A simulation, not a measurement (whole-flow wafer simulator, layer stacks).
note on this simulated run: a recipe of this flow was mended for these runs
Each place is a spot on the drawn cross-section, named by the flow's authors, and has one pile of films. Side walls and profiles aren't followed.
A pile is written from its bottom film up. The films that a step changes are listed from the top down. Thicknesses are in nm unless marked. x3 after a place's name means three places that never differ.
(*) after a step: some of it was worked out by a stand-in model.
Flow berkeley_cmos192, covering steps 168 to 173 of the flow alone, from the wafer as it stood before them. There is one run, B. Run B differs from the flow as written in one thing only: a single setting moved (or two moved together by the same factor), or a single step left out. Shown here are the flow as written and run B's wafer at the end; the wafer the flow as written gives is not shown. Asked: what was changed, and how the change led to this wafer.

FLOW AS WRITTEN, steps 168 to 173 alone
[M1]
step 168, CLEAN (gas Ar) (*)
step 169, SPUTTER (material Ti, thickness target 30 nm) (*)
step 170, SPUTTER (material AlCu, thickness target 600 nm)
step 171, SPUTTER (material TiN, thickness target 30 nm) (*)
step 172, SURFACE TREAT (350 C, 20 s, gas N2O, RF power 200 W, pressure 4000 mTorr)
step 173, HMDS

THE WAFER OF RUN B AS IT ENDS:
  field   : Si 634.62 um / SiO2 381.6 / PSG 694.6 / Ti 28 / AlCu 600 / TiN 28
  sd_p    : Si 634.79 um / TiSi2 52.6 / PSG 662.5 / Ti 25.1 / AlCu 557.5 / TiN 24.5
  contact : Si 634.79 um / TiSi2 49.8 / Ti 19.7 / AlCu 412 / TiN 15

Cause: step 169, SPUTTER: thickness target 28 nm was run, while the flow as written has thickness target 30 nm; step 171, SPUTTER: thickness target 28 nm was run, where the flow has thickness target 30 nm.
The wafer lets one read it off: field has Ti 28, and step 169 as written asks for 30 nm.

How this came from the change, step by step:
  step 169, SPUTTER (material Ti, thickness target 30 nm) (*)
      field, sd_n, spacer_n, gate, spacer_p, gate_p, m1: Ti gains 28 (new film) (in the flow as written it would be: Ti gains 30 (new film))
      sd_p: Ti gains 25.1 (new film) (in the flow as written it would be: Ti gains 26.8 (new film))
      (and at 1 other place as well)
  step 171, SPUTTER (material TiN, thickness target 30 nm) (*)
      field, sd_n, spacer_n, gate, spacer_p, gate_p, m1: TiN gains 28 (new film) (in the flow as written it would be: TiN gains 30 (new film))
      sd_p: TiN gains 24.5 (new film) (in the flow as written it would be: TiN gains 26.2 (new film))
      (and at 1 other place as well)
